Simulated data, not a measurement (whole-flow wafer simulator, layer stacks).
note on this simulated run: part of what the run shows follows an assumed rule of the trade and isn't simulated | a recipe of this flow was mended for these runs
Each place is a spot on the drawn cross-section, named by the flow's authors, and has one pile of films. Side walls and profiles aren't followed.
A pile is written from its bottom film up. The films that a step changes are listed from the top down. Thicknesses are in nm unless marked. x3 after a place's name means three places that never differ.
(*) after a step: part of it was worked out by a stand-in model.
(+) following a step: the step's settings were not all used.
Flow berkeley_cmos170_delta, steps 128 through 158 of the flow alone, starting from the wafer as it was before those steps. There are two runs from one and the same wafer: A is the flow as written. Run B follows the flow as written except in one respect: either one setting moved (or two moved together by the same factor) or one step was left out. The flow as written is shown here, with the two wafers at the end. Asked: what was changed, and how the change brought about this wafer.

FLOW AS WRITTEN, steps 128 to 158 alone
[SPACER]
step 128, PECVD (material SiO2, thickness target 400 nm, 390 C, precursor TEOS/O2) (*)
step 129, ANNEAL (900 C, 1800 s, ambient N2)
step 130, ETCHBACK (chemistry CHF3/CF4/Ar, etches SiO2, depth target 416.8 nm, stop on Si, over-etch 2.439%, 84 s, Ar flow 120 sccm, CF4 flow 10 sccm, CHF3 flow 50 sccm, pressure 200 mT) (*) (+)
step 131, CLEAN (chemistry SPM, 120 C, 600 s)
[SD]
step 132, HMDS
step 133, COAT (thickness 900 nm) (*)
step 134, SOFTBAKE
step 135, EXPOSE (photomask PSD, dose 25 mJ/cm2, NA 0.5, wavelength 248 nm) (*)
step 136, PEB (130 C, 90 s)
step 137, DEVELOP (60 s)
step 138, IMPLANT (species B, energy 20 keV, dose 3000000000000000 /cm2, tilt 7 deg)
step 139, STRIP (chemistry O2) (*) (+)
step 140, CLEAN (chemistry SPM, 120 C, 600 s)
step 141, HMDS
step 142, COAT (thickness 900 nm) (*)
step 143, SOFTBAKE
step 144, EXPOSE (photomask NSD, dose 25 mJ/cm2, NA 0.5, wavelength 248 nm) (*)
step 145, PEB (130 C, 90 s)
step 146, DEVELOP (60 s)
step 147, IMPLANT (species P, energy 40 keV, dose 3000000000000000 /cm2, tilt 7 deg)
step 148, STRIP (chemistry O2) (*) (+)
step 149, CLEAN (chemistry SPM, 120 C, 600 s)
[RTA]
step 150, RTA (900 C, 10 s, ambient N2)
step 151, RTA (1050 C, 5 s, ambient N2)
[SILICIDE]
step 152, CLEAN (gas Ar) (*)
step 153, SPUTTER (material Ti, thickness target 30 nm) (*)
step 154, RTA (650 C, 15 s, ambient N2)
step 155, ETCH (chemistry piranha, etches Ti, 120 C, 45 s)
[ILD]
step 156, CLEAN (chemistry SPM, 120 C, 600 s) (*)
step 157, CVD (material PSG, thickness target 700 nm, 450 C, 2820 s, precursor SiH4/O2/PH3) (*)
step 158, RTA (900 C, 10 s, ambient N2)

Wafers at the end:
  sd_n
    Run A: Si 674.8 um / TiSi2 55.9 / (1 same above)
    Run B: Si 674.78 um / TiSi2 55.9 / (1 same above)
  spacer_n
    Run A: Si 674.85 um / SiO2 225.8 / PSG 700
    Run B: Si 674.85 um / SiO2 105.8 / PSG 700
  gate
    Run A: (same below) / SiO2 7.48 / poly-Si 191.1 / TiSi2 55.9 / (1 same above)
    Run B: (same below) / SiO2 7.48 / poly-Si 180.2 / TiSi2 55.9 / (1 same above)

The reason: step 128, PECVD: thickness target 280 nm was run, whereas the flow has thickness target 400 nm.

The path from the change to this, step by step:
  step 128, PECVD (material SiO2, thickness target 400 nm, 390 C, precursor TEOS/O2) (*)
      field, sd_n, contact, m1: A SiO2 gains 400 | B SiO2 gains 280
      spacer_n, sd_p, spacer_p: A SiO2 gains 383.7 | B SiO2 gains 269.1
      (also at 2 further places)
  step 130, ETCHBACK (chemistry CHF3/CF4/Ar, etches SiO2, depth target 416.8 nm, stop on Si, over-etch 2.439%, 84 s, Ar flow 120 sccm, CF4 flow 10 sccm, CHF3 flow 50 sccm, pressure 200 mT) (*) (+)
      spacer_n, spacer_p: A SiO2 loses 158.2 | B SiO2 loses 163.6
      sd_n: A SiO2 loses 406 (all of it), Si loses 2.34 | B SiO2 loses 286 (all of it), Si loses 13.3
      (also at 5 further places)
  step 133, COAT (thickness 900 nm) (*)
      field: A KrF-resist gains 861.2 (new film) | B KrF-resist gains 883.6 (new film)
      sd_n: A KrF-resist gains 1013.7 (new film) | B KrF-resist gains 950.5 (new film)
      (also at 7 further places)
  step 137, DEVELOP (60 s)
      sd_p: A KrF-resist loses 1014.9 (all of it) | B KrF-resist loses 959.7 (all of it)
      spacer_p: A KrF-resist loses 792.3 (all of it) | B KrF-resist loses 849.9 (all of it)
      (also at 1 further place)
  step 139, STRIP (chemistry O2) (*) (+)
      field: A KrF-resist loses 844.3 (all of it) | B KrF-resist loses 866.7 (all of it)
      sd_n: A KrF-resist loses 996.5 (all of it), chemical SiO2 gains 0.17, Si loses 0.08 | B KrF-resist loses 933.4 (all of it), chemical SiO2 gains 0.16, Si loses 0.07
      (also at 4 further places)
  step 142, COAT (thickness 900 nm) (*)
      field: A KrF-resist gains 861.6 (new film) | B KrF-resist gains 883.8 (new film)
      sd_n: A KrF-resist gains 1013.7 (new film) | B KrF-resist gains 950.4 (new film)
      (also at 7 further places)
  step 146, DEVELOP (60 s)
      sd_n: A KrF-resist loses 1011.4 (all of it) | B KrF-resist loses 948.3 (all of it)
      spacer_n: A KrF-resist loses 799.8 (all of it) | B KrF-resist loses 852.2 (all of it)
      (also at 3 further places)
  step 148, STRIP (chemistry O2) (*) (+)
      field: A KrF-resist loses 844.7 (all of it) | B KrF-resist loses 866.9 (all of it)
      sd_p: A KrF-resist loses 999.9 (all of it), chemical SiO2 gains 0.07 | B KrF-resist loses 944.6 (all of it), chemical SiO2 gains 0.07
      (also at 2 further places)
  step 153, SPUTTER (material Ti, thickness target 30 nm) (*)
      sd_p: A Ti gains 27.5 (new film) | B Ti gains 29.1 (new film)
  step 154, RTA (650 C, 15 s, ambient N2)
      sd_p: A Ti loses 21.5, TiSi first gains 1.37 (new film), TiSi2 C49 gains 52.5 (new film), Si loses 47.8 | B Ti loses 22.7, TiSi first gains 4.47 (new film), TiSi2 C49 gains 51.1 (new film), Si loses 48.6
  step 157, CVD (material PSG, thickness target 700 nm, 450 C, 2820 s, precursor SiH4/O2/PH3) (*)
      sd_p: A PSG gains 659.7 (new film) | B PSG gains 683.2 (new film)
  step 158, RTA (900 C, 10 s, ambient N2)
      sd_p: A under 1 film: TiSi2 gains 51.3 (new film), TiSi first loses 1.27 (all of it), TiSi2 C49 loses 52.5 (all of it), Si loses 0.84 | B under 1 film: TiSi2 gains 54.3 (new film), TiSi first loses 4.37 (all of it), TiSi2 C49 loses 51.1 (all of it), Si loses 2.9
